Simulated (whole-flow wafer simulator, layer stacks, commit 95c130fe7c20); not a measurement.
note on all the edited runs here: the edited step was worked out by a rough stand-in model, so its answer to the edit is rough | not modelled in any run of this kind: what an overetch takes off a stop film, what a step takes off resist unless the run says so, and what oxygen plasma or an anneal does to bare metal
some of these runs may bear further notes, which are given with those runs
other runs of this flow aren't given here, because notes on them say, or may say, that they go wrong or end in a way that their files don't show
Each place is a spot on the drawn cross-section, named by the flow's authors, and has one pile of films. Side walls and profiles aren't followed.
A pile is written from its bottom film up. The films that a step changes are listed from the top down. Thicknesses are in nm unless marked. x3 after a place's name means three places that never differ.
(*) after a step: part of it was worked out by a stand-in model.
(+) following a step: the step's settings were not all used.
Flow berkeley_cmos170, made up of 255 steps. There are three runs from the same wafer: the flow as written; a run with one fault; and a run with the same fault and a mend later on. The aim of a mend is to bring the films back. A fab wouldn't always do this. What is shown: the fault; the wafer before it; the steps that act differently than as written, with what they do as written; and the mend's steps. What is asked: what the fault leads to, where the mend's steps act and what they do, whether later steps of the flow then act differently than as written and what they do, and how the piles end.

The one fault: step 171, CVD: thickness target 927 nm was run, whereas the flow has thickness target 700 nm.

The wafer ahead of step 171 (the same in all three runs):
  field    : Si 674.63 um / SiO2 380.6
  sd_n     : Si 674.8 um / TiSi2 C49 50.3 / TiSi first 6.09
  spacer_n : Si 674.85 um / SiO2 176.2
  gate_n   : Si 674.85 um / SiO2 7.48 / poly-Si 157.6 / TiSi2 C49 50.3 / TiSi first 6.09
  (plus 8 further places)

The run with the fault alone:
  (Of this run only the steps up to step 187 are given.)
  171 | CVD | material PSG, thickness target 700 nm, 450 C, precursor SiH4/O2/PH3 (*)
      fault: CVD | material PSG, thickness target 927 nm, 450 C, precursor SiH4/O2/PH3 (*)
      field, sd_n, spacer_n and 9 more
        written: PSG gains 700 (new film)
        fault: PSG gains 927 (new film)
  Later steps of the flow acting differently than as written (not shown: 6 more steps that differ only slightly, by at most 2% or 0.5 nm, whichever is larger):
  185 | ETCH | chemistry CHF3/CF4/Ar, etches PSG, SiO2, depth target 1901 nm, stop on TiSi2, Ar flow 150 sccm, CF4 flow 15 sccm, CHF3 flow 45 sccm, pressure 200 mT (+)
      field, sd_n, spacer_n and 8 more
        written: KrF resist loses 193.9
        fault: KrF resist loses 250.7
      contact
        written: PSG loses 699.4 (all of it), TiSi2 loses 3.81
        fault: PSG loses 926.4 (all of it), TiSi2 loses 3.81
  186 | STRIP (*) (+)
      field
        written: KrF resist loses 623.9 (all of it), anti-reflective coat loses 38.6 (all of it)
        fault: KrF resist loses 566.5 (all of it), anti-reflective coat loses 39.2 (all of it)
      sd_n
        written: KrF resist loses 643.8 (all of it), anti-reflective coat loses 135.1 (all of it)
        fault: KrF resist loses 585.1 (all of it), anti-reflective coat loses 137 (all of it)
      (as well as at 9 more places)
  After step 187, at field, sd_n, spacer_n and 8 more, the piles differ from the flow's by more than 2% or 0.5 nm, whichever is larger.
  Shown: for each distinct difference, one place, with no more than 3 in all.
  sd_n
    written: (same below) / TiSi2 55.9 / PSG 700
    fault: (same below) / TiSi2 55.9 / PSG 927
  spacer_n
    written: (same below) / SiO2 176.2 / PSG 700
    fault: (same below) / SiO2 176.2 / PSG 927
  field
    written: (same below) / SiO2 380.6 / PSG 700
    fault: (same below) / SiO2 380.6 / PSG 927

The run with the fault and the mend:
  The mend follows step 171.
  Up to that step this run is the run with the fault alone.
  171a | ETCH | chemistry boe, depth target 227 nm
      field, sd_n, spacer_n and 9 more
        PSG loses 227
  Later steps of the flow that are run all act as written at every place that is followed, up to a difference of at most 2% or 0.5 nm, whichever is larger.
  When the end is reached, the piles differ only a little from the flow's at the places that both follow, at most by 2% or 0.5 nm, whichever is larger.
